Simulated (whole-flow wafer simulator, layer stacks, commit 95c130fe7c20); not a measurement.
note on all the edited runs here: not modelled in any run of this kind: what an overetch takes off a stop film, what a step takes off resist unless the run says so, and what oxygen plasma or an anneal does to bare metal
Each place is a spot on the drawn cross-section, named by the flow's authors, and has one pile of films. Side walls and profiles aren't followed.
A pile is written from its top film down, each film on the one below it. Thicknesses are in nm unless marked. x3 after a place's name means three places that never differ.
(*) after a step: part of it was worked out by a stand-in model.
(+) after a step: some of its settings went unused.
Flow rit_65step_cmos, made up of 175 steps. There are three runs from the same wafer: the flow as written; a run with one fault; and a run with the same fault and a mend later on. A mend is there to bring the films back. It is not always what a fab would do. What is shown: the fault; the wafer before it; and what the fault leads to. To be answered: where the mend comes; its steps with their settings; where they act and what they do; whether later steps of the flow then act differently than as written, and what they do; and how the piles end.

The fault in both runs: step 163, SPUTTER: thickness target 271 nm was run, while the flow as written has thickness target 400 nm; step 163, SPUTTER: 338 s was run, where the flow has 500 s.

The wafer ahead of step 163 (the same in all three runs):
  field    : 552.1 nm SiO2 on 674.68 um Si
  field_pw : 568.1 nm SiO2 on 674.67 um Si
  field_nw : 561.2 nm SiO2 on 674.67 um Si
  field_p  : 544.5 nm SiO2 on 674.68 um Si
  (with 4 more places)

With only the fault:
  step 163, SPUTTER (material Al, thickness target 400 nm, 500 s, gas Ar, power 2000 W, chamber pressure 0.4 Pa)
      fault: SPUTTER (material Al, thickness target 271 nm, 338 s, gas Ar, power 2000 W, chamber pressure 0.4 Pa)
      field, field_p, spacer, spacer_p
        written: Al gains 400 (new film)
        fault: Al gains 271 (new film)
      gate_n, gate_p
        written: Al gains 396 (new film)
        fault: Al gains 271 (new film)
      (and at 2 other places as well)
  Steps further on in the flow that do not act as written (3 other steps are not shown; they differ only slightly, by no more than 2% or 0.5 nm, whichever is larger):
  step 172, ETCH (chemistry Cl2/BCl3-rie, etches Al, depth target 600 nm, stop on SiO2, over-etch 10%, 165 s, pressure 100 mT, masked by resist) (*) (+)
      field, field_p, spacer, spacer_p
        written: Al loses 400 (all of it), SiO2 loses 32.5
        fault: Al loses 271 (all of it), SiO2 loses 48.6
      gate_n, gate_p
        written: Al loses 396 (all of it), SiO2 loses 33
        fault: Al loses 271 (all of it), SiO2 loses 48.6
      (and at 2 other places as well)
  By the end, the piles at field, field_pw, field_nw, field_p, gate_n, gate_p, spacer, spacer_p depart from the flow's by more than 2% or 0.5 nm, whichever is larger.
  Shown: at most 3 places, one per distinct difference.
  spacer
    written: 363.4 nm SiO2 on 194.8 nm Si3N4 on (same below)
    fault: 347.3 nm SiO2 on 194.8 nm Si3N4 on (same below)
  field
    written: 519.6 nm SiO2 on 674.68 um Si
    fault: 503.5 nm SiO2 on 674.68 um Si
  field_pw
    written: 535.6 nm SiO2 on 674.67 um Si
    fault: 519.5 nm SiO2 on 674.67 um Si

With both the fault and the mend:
  The mend follows step 164.
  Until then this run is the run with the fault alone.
  step 164a, ETCH (chemistry al pan, depth target 312.5 nm)
      field, field_p, gate_n, gate_p, spacer, spacer_p
        Al loses 271 (all of it)
      field_pw, field_nw
        Al loses 270.8 (all of it)
  step 164b, SPUTTER (material Al, thickness target 400 nm, 500 s, gas Ar, power 2000 W, chamber pressure 0.4 Pa) (the flow's step 163 again)
      field, field_pw, field_p, spacer, spacer_p
        Al gains 400 (new film)
      gate_n, gate_p
        Al gains 396 (new film)
      field_nw
        Al gains 397.2 (new film)
  None of the later steps of the flow acts differently than as written at any place that is followed.
  By the end, the piles equal the flow's at every place that both follow.
